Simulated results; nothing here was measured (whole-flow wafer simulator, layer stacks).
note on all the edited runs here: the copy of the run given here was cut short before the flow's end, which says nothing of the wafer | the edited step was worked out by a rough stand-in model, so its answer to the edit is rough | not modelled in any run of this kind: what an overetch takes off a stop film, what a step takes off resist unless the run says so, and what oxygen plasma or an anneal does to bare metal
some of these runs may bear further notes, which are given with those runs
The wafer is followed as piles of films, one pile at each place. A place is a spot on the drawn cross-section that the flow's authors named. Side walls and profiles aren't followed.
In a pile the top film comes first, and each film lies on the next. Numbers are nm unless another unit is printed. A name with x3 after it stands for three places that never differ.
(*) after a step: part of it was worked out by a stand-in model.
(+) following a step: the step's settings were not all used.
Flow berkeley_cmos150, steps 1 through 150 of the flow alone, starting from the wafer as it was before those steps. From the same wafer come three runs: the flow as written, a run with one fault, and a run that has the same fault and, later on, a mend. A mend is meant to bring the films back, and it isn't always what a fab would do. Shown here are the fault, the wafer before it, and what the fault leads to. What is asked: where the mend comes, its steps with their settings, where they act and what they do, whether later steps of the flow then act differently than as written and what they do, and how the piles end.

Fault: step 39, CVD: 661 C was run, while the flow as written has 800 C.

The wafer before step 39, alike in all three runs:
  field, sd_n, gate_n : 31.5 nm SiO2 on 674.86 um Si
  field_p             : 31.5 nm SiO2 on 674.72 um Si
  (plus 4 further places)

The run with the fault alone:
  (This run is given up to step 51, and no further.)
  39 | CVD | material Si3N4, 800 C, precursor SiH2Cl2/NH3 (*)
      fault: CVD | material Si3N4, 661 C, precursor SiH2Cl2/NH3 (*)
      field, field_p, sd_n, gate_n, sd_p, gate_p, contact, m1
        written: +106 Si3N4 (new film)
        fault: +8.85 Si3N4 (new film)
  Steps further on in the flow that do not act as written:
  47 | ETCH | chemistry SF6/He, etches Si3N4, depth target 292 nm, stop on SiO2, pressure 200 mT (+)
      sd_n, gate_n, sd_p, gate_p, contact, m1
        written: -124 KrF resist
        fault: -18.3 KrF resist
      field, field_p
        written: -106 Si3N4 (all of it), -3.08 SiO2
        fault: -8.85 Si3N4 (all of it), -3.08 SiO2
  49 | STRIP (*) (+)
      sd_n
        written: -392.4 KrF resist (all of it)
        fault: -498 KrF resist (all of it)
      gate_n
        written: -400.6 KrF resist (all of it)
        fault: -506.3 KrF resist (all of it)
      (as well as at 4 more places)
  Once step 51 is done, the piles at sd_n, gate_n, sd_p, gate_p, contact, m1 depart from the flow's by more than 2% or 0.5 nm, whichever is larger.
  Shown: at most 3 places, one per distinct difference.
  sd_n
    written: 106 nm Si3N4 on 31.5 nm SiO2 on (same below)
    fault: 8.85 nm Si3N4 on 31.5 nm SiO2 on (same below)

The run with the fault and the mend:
  The mend stands after step 46.
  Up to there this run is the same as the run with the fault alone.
  46a | STRIP (*) (+)
      sd_n
        -516.3 KrF resist (all of it)
      gate_n
        -524.6 KrF resist (all of it)
      sd_p
        -566.8 KrF resist (all of it)
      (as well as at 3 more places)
  46b | CLEAN | chemistry SPM
      does not change any film at any place that is followed
  46c | CVD | material Si3N4, 800 C, precursor SiH2Cl2/NH3 (*) (the flow's step 39 again, with other settings that aren't printed)
      field, field_p, sd_n, gate_n, sd_p, gate_p, contact, m1
        +97.2 Si3N4
  46d | HMDS (the flow's step 40 again)
      does not change any film at any place that is followed
  46e | COAT | KrF resist, thickness 650 nm (*) (the flow's step 41 again)
      field
        +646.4 KrF resist (new film)
      field_p
        +715.2 KrF resist (new film)
      sd_n
        +633.7 KrF resist (new film)
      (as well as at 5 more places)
  46f | SOFTBAKE | KrF resist (the flow's step 42 again)
      does not change any film at any place that is followed
  46g | EXPOSE | photomask ACTIVE, dose 19.46 mJ/cm2, NA 0.5, wavelength 248 nm (*) (the flow's step 43 again)
      does not change any film at any place that is followed
  46h | PEB | KrF resist, 130 C, 60 s (the flow's step 44 again)
      gate_n, contact, m1
        -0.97 KrF resist
      field
        -0.98 KrF resist
      field_p
        -1.1 KrF resist
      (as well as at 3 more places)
  46i | DEVELOP | KrF resist, thickness 650 nm, developer developer-D-0.26N (the flow's step 45 again)
      sd_n, gate_n, sd_p, gate_p, contact, m1
        -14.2 KrF resist
      field
        -645.4 KrF resist (all of it)
      field_p
        -714.1 KrF resist (all of it)
  46j | HARDBAKE | 140 C, 30 s (the flow's step 46 again)
      sd_n
        -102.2 KrF resist
      gate_n
        -103.8 KrF resist
      sd_p
        -112.2 KrF resist
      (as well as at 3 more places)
  None of the later steps of the flow differs from how it acts as written, at any place that is followed, by more than 2% or 0.5 nm, whichever is larger.
  The piles end the same as the flow's at every place that both follow.
